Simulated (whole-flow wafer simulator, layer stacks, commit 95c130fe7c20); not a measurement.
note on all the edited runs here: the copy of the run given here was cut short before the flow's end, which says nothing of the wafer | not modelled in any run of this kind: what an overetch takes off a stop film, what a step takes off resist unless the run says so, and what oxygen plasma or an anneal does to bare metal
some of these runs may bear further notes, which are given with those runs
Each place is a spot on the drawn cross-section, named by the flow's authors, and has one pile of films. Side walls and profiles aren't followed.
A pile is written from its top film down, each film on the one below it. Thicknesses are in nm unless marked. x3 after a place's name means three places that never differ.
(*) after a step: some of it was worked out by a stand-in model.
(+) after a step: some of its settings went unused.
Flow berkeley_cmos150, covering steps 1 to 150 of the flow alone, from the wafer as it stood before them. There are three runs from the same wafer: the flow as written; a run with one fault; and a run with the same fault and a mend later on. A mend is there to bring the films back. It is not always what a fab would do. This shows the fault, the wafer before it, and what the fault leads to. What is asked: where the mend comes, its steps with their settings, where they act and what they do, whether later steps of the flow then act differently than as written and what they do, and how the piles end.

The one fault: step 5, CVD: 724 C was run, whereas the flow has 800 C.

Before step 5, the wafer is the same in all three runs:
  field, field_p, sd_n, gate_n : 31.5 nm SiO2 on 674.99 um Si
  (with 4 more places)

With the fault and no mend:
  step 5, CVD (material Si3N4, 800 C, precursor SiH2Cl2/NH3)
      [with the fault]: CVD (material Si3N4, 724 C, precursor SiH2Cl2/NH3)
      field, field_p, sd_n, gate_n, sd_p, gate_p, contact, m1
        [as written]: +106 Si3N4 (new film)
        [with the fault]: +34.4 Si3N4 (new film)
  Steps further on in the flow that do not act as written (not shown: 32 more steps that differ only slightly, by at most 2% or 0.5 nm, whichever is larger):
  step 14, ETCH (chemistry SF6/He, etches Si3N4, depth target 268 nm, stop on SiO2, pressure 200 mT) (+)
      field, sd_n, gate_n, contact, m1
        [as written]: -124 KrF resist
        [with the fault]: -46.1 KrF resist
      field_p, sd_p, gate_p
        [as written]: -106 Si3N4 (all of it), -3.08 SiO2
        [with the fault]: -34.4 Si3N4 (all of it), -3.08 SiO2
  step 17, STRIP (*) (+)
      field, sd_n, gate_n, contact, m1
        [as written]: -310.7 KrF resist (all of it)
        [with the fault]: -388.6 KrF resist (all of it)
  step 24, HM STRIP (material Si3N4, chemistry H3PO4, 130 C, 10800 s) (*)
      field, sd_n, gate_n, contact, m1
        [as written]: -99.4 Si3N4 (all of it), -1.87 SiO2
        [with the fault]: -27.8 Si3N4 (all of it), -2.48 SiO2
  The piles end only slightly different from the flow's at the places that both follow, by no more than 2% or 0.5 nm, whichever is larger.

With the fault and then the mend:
  After step 6 comes the mend.
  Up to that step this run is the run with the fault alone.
  step 6a, CVD (material Si3N4, 800 C, precursor SiH2Cl2/NH3) (the flow's step 5 again, with other settings that aren't printed)
      field, field_p, sd_n, gate_n, sd_p, gate_p, contact, m1
        +71.6 Si3N4
  Every later step of the flow that is run acts as written, at every place that is followed, to within 2% or 0.5 nm, whichever is larger.
  The piles end the same as the flow's at every place that both follow.
